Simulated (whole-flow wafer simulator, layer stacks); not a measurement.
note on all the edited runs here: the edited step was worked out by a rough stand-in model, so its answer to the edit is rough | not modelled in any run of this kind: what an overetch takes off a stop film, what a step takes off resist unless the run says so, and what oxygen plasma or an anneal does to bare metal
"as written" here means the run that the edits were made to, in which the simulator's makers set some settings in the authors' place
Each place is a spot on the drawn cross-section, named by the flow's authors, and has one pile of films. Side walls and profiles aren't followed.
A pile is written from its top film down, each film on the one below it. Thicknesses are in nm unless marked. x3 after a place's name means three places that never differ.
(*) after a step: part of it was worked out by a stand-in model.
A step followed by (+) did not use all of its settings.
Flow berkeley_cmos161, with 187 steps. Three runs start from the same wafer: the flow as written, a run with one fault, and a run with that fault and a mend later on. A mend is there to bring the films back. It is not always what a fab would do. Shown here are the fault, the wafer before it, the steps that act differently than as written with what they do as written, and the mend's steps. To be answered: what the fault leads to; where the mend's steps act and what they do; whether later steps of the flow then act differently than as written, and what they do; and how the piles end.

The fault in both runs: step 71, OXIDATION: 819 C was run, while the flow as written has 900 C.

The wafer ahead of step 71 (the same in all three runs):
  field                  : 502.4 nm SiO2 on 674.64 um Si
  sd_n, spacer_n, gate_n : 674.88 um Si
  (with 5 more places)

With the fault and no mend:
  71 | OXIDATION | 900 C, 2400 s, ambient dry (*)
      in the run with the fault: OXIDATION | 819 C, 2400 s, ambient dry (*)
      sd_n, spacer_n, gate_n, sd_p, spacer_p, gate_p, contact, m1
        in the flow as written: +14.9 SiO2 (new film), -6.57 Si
        in the run with the fault: +6.41 SiO2 (new film), -2.82 Si
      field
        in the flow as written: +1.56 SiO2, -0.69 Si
        in the run with the fault: +0.32 SiO2, -0.14 Si
  Steps later in the flow that act otherwise than as written (not shown: 45 more steps that differ only slightly, by at most 2% or 0.5 nm, whichever is larger):
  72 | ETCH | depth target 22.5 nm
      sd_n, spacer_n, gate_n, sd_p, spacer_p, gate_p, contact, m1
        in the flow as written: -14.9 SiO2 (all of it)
        in the run with the fault: -6.41 SiO2 (all of it)
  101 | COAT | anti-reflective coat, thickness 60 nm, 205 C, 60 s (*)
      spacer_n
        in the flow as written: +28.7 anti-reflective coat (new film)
        in the run with the fault: +29.6 anti-reflective coat (new film)
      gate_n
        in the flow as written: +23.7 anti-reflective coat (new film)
        in the run with the fault: +24.6 anti-reflective coat (new film)
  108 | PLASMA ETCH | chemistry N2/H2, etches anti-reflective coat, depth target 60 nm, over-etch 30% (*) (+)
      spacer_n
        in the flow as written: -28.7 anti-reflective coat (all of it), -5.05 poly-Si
        in the run with the fault: -29.6 anti-reflective coat (all of it), -4.92 poly-Si
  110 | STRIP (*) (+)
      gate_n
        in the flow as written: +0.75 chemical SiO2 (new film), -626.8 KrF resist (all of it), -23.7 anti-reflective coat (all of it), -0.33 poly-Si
        in the run with the fault: +0.75 chemical SiO2 (new film), -624 KrF resist (all of it), -24.6 anti-reflective coat (all of it), -0.33 poly-Si
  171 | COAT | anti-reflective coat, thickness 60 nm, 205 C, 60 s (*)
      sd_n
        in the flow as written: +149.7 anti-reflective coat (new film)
        in the run with the fault: +146 anti-reflective coat (new film)
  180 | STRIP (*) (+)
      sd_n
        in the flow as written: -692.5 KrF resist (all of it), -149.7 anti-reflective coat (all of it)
        in the run with the fault: -693.2 KrF resist (all of it), -146 anti-reflective coat (all of it)
  At the end the piles are close to the flow's at the places that both follow, differing by at most 2% or 0.5 nm, whichever is larger.

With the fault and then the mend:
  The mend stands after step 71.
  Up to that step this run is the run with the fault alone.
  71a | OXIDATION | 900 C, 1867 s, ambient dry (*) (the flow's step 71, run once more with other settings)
      sd_n, spacer_n, gate_n, sd_p, spacer_p, gate_p, contact, m1
        +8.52 SiO2, -3.75 Si
      field
        +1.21 SiO2, -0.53 Si
  Every later step of the flow that is run acts as written, at every place that is followed, to within 2% or 0.5 nm, whichever is larger.
  At every place that both follow, the piles at the end match the flow's.
